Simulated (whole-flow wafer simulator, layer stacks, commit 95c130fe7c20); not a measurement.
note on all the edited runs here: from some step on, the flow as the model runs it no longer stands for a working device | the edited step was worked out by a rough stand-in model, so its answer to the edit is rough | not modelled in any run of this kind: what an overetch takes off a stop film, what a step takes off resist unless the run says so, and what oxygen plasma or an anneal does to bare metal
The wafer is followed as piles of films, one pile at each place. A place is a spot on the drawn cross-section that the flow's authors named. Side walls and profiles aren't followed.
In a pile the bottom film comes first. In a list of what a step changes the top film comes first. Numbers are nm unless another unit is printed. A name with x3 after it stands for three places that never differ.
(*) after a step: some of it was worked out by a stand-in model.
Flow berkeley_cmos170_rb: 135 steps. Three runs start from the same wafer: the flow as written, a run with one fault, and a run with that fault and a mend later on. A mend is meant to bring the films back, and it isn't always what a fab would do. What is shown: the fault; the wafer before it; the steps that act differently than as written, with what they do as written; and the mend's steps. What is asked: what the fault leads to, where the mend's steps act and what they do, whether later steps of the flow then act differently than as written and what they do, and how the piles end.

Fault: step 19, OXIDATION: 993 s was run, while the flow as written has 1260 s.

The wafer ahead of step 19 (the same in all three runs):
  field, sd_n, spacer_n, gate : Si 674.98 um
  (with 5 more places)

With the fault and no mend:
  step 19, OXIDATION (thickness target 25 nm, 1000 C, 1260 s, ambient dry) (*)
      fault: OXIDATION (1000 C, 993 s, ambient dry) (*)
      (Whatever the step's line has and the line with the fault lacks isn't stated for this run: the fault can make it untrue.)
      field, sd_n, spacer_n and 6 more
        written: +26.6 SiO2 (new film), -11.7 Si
        fault: +23.4 SiO2 (new film), -10.3 Si
  Steps further on in the flow that do not act as written:
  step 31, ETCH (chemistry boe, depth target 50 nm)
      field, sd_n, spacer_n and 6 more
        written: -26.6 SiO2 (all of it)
        fault: -23.4 SiO2 (all of it)
  When the end is reached, the piles differ only a little from the flow's at the places that both follow, at most by 2% or 0.5 nm, whichever is larger.

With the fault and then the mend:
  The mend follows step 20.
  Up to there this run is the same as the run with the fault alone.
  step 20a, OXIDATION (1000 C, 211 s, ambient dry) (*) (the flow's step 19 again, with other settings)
      field, sd_n, spacer_n and 6 more
        +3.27 SiO2, -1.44 Si
  Every later step of the flow that is run acts as written, at every place that is followed, to within 2% or 0.5 nm, whichever is larger.
  When the end is reached, the piles differ only a little from the flow's at the places that both follow, at most by 2% or 0.5 nm, whichever is larger.
